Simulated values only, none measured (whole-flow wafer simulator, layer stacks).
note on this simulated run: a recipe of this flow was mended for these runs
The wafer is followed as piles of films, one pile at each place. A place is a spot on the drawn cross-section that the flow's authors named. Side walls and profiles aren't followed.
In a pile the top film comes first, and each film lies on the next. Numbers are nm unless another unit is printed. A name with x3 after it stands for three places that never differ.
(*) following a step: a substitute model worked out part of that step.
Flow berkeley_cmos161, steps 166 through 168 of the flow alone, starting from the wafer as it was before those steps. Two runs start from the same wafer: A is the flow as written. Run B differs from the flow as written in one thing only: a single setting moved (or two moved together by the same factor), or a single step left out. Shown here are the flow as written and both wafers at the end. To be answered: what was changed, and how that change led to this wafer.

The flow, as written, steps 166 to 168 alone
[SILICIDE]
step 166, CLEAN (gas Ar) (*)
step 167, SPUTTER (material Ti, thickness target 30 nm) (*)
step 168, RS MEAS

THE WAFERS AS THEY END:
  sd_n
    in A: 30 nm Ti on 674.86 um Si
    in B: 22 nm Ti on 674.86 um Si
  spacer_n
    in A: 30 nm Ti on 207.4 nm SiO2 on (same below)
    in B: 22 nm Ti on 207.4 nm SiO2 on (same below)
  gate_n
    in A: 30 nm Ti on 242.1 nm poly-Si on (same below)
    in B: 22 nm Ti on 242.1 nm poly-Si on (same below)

The reason: step 167, SPUTTER: thickness target 22 nm was run, while the flow as written has thickness target 30 nm.
The wafer itself shows it: sd_n has Ti 22, and step 167 as written asks for 30 nm.

How this came from the change, step by step:
  step 167, SPUTTER (material Ti, thickness target 30 nm) (*)
      field, sd_n, spacer_n, gate_n, sd_p, spacer_p, gate_p, contact x2: A +30 Ti (new film) | B +22 Ti (new film)
